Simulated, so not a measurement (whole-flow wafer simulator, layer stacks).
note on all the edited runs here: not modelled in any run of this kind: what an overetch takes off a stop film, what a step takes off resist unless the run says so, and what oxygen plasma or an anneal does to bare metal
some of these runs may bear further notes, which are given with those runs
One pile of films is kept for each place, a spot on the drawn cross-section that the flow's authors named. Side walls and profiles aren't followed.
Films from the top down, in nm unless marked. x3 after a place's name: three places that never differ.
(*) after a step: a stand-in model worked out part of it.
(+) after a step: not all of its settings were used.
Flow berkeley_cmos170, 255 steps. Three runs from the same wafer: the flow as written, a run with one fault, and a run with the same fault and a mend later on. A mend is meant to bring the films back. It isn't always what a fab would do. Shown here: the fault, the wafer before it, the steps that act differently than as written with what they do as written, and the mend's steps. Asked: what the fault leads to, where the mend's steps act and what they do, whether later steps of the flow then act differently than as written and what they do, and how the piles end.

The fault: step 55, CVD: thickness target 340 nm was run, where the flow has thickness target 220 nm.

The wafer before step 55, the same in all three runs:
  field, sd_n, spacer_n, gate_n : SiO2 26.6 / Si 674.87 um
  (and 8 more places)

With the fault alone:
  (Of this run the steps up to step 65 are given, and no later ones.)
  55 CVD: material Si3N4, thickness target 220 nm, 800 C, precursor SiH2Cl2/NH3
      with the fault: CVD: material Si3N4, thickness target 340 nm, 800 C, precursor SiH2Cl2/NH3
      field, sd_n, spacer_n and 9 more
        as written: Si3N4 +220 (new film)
        with the fault: Si3N4 +340 (new film)
  Later steps of the flow that act differently than as written:
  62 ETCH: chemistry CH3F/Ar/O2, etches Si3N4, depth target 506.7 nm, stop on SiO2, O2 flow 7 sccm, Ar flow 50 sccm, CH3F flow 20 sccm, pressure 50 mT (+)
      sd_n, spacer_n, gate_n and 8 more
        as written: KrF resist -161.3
        with the fault: KrF resist -241.3
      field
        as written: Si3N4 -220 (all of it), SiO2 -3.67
        with the fault: Si3N4 -340 (all of it), SiO2 -3.67
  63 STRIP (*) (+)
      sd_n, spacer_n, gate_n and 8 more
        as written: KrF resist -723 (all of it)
        with the fault: KrF resist -643 (all of it)
  After step 65 the piles differ from the flow's by more than 2% or 0.5 nm, whichever is larger, at sd_n, spacer_n, gate_n and 8 more.
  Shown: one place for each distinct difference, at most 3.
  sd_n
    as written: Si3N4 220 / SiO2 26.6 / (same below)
    with the fault: Si3N4 340 / SiO2 26.6 / (same below)

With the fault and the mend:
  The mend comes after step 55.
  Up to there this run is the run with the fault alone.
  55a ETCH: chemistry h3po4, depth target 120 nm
      field, sd_n, spacer_n and 9 more
        Si3N4 -120
  No later step of the flow acts differently than as written at any place that is followed.
  At the end the piles are the same as the flow's at every place that both follow.
